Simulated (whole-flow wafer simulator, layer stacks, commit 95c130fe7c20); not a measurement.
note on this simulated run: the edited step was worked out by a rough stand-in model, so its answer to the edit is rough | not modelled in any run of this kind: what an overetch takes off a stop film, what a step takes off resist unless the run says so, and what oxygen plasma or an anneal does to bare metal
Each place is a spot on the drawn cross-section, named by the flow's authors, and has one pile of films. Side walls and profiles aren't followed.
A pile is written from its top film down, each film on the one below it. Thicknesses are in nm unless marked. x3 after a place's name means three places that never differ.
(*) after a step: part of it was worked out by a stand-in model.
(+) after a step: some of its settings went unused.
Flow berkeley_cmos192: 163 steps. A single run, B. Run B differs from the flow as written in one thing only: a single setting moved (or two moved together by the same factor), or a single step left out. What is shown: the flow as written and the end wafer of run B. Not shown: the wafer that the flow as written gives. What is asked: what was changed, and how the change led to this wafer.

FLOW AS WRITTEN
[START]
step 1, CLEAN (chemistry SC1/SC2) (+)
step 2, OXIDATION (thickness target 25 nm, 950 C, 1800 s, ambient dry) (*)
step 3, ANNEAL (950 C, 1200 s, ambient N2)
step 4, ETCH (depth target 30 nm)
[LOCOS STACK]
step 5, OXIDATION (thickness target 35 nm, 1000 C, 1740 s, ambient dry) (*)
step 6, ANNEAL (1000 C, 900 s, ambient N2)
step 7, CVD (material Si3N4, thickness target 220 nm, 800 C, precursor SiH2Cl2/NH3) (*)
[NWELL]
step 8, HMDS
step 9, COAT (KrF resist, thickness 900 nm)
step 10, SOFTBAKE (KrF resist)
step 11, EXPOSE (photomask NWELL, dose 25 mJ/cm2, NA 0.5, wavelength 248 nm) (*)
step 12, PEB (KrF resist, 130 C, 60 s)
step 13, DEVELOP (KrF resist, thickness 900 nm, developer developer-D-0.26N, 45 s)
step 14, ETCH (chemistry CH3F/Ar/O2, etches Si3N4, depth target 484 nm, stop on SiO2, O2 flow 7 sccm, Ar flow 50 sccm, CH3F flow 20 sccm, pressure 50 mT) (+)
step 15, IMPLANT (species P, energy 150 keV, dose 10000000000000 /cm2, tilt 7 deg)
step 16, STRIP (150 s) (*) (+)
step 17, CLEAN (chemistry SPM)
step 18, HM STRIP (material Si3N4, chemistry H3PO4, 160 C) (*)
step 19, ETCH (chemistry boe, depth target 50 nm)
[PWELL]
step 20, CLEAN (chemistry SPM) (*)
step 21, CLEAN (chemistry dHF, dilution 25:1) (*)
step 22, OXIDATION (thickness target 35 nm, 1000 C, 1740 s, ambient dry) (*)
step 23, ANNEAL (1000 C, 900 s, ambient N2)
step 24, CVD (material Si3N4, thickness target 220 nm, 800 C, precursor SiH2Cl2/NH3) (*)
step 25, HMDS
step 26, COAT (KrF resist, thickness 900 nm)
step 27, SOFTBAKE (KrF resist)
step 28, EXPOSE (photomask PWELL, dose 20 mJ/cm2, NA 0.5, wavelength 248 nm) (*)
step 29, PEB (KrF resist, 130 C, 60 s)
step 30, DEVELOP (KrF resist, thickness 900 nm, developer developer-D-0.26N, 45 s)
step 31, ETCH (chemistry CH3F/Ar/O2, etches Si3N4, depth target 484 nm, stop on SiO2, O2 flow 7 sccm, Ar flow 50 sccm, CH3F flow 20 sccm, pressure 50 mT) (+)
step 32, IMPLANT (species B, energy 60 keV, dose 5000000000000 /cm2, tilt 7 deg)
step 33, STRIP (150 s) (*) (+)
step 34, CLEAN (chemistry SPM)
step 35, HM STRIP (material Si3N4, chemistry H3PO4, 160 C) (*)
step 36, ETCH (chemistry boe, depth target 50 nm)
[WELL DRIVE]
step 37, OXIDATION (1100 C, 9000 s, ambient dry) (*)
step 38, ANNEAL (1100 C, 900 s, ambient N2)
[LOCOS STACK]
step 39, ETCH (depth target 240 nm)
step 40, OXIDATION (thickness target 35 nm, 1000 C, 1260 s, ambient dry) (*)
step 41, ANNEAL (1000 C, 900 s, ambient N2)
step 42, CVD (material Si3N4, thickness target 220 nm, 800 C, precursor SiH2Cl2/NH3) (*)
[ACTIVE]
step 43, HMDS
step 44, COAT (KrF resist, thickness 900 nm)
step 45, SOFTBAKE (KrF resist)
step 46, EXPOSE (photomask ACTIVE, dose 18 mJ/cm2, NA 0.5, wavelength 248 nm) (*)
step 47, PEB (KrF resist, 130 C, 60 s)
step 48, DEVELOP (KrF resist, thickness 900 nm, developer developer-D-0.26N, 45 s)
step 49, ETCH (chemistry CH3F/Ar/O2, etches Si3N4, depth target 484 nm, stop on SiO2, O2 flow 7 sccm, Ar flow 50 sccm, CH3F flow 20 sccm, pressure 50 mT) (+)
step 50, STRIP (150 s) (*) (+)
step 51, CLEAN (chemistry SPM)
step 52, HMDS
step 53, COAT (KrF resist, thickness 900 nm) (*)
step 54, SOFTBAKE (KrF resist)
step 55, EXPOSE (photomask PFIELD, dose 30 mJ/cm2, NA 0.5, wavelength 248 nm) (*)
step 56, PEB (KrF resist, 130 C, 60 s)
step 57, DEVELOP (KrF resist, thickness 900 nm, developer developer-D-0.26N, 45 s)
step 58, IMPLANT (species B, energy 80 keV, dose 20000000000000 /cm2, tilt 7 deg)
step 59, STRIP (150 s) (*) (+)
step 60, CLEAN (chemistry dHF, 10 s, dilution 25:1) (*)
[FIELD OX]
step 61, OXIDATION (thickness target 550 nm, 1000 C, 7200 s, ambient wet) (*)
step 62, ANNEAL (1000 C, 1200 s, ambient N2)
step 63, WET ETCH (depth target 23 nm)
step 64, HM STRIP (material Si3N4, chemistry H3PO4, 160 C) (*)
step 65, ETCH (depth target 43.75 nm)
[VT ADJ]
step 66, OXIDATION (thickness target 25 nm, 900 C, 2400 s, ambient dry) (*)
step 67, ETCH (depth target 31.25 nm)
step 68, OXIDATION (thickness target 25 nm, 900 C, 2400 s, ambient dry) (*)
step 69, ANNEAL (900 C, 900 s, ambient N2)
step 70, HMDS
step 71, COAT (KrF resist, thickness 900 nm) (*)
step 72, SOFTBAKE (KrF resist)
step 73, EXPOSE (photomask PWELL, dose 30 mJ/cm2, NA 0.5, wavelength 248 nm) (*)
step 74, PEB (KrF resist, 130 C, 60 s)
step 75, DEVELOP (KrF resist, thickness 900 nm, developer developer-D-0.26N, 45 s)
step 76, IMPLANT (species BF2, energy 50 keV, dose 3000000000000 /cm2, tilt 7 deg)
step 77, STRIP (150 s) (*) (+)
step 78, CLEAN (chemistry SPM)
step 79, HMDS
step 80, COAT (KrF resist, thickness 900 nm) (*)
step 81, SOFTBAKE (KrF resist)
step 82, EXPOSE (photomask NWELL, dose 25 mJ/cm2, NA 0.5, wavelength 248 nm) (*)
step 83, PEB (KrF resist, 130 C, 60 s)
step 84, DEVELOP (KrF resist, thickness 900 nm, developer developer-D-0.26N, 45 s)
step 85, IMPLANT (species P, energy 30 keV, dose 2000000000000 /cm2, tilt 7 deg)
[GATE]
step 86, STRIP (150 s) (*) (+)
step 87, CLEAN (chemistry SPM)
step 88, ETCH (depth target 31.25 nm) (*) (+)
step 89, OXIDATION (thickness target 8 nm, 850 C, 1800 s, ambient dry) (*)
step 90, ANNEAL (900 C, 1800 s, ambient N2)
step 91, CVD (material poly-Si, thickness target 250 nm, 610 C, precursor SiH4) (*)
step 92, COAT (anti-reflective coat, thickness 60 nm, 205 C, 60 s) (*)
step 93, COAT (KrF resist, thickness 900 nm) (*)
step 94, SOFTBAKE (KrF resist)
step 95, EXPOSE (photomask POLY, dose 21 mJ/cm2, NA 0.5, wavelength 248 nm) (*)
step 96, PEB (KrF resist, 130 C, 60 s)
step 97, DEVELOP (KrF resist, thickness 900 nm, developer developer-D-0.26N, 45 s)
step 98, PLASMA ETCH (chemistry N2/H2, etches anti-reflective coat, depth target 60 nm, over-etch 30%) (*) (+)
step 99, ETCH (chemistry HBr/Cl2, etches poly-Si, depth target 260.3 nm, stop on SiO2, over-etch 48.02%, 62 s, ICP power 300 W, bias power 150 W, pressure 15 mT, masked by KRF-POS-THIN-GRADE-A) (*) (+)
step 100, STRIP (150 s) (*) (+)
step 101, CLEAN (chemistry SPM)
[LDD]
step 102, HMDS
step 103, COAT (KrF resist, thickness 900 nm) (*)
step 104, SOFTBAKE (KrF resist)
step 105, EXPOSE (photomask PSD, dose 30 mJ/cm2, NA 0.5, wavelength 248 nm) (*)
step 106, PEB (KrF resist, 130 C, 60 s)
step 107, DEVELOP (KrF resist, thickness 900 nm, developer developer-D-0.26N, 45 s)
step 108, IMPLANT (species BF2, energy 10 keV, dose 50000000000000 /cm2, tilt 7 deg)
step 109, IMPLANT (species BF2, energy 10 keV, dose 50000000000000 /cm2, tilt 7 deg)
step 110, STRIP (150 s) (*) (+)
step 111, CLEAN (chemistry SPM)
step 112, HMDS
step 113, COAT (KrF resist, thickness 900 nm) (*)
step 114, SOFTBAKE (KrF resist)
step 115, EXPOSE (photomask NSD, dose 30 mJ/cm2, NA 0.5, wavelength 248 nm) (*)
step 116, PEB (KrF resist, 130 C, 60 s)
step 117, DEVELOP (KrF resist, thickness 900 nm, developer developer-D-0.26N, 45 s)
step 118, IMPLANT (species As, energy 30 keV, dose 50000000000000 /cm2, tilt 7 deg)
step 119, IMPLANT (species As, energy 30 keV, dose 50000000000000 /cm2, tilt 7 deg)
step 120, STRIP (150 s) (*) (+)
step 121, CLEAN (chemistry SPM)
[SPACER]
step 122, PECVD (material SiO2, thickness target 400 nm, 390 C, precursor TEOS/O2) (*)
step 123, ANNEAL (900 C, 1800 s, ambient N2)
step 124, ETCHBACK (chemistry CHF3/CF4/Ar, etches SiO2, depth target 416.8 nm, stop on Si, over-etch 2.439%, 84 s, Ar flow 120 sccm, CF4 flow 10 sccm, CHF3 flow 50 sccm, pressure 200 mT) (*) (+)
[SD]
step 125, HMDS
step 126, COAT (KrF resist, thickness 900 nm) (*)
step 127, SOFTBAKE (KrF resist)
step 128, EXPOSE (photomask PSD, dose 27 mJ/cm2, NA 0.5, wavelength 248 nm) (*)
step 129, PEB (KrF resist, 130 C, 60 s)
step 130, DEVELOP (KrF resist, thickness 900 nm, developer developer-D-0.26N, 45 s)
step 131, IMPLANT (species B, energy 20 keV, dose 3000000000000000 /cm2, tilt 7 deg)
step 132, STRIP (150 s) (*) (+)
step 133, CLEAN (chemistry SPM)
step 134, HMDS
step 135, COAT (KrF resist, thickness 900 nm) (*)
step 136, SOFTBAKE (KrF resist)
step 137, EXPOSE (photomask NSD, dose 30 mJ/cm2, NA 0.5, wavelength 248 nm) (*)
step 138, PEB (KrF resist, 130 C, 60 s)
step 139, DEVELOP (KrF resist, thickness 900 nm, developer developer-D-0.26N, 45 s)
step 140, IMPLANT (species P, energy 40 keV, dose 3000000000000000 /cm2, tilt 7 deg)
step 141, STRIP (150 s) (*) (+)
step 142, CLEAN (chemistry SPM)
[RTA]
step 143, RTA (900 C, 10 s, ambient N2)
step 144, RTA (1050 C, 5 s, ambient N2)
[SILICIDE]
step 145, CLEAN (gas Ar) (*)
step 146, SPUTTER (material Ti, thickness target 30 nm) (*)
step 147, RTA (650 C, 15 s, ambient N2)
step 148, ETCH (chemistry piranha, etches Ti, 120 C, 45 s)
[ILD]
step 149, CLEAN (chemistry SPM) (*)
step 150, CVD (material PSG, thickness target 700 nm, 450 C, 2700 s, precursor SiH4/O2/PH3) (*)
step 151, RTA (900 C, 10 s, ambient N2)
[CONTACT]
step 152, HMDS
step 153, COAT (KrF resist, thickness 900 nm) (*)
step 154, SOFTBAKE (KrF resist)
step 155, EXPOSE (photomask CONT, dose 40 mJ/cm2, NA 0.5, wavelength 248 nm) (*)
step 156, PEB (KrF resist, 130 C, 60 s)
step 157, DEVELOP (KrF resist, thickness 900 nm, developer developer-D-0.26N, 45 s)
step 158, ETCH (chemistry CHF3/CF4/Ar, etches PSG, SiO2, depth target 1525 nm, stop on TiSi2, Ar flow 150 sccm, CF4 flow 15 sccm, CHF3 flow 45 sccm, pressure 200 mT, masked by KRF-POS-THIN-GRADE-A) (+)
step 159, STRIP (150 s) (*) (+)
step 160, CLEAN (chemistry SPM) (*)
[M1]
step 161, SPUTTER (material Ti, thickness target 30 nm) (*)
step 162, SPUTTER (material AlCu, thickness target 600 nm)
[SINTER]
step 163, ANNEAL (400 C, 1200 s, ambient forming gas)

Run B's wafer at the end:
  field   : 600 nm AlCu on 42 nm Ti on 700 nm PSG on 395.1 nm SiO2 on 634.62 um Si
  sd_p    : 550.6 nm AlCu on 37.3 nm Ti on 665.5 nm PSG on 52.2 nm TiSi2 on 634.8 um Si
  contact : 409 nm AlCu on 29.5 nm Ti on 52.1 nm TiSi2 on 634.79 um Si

Cause: step 161, SPUTTER: thickness target 42 nm was run, whereas the flow has thickness target 30 nm.
The wafer lets one read it off: field has Ti 42, and step 161 as written asks for 30 nm.

How this came from the change, step by step:
  step 161, SPUTTER (material Ti, thickness target 30 nm) (*)
      field, sd_n, spacer_n, gate, spacer_p, gate_p, m1: +42 Ti (new film) (it would be, as written: +30 Ti (new film))
      sd_p: +37.3 Ti (new film) (it would be, as written: +26.6 Ti (new film))
      (also at 1 further place)
